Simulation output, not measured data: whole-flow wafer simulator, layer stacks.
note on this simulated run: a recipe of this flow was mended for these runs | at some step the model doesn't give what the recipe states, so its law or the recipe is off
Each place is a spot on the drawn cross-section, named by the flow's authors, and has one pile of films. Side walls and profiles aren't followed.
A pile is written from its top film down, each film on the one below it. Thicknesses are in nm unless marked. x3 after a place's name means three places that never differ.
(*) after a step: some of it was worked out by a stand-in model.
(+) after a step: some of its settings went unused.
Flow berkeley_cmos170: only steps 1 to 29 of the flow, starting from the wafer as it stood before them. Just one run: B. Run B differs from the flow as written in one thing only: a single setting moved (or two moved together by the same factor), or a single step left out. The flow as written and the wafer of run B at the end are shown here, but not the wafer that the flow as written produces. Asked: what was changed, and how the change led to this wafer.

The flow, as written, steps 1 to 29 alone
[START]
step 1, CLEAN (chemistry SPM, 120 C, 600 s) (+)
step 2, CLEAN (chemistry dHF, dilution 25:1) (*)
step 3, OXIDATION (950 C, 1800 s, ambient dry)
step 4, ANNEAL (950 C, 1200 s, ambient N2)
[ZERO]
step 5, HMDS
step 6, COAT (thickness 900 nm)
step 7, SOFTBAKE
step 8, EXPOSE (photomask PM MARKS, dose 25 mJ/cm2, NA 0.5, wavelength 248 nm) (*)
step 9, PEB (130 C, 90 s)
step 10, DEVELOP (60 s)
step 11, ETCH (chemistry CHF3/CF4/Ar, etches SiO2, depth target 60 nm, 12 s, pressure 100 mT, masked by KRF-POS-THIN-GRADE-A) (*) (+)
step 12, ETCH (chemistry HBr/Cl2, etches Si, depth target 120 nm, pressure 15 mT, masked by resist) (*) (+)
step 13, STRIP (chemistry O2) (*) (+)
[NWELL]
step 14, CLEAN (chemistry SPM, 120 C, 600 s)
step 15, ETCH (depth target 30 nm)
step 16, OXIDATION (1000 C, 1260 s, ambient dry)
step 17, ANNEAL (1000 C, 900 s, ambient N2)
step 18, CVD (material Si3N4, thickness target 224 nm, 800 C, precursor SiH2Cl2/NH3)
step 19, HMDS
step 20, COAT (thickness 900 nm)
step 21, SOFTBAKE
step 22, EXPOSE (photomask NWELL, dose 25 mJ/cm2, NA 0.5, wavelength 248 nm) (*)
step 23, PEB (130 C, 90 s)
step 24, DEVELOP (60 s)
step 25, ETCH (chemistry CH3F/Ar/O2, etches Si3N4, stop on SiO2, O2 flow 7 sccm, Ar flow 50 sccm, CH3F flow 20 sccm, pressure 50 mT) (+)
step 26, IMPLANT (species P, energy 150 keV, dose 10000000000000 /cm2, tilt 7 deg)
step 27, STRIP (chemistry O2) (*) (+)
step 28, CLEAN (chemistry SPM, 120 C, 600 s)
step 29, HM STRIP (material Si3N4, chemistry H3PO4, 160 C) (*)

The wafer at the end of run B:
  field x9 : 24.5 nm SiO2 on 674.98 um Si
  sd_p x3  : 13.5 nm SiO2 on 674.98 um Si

What caused this: step 15, ETCH: depth target 6 nm was run, though the flow has depth target 30 nm.

Step by step, how the change led to this:
  step 15, ETCH (depth target 30 nm)
      field x9, sd_p x3: -6 SiO2 (it would be, as written: -20.4 SiO2 (all of it))
  step 16, OXIDATION (1000 C, 1260 s, ambient dry)
      field x9, sd_p x3: +17 SiO2, -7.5 Si (it would be, as written: +26.6 SiO2 (new film), -11.7 Si)
